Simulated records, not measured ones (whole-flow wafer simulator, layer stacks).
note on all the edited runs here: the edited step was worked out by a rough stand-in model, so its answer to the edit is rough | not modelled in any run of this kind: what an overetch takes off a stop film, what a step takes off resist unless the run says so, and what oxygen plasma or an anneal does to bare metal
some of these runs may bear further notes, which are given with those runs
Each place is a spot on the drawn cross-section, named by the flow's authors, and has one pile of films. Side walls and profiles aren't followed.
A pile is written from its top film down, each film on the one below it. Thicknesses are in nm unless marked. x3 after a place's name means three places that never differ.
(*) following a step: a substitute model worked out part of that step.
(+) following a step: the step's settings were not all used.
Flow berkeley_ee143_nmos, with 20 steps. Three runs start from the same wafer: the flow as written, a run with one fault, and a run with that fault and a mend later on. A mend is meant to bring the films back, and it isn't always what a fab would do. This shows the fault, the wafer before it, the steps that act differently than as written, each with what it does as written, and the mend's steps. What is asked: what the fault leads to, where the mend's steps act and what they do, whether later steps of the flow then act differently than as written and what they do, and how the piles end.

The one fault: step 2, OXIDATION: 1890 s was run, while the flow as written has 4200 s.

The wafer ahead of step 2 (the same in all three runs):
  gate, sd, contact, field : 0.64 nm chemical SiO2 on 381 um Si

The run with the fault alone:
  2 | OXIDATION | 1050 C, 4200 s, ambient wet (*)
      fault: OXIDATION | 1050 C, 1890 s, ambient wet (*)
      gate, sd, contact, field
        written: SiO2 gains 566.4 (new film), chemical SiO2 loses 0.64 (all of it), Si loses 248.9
        fault: SiO2 gains 347.5 (new film), chemical SiO2 loses 0.64 (all of it), Si loses 152.6
  Steps further on in the flow that do not act as written:
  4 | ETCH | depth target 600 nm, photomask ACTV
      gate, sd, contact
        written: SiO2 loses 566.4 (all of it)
        fault: SiO2 loses 347.5 (all of it)
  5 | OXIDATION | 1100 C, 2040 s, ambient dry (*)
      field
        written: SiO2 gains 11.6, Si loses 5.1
        fault: SiO2 gains 17.4, Si loses 7.64
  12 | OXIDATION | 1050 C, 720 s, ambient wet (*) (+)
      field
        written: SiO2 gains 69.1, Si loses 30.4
        fault: SiO2 gains 98.8, Si loses 43.5
  By the end, the piles at field depart from the flow's by more than 2% or 0.5 nm, whichever is larger.
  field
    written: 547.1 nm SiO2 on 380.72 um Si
    fault: 363.6 nm SiO2 on 380.8 um Si

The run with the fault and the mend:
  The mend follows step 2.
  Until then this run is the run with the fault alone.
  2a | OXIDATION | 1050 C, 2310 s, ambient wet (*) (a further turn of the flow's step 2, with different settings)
      gate, sd, contact, field
        SiO2 gains 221, Si loses 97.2
  None of the later steps of the flow differs from how it acts as written, at any place that is followed, by more than 2% or 0.5 nm, whichever is larger.
  The piles end only slightly different from the flow's at the places that both follow, by no more than 2% or 0.5 nm, whichever is larger.
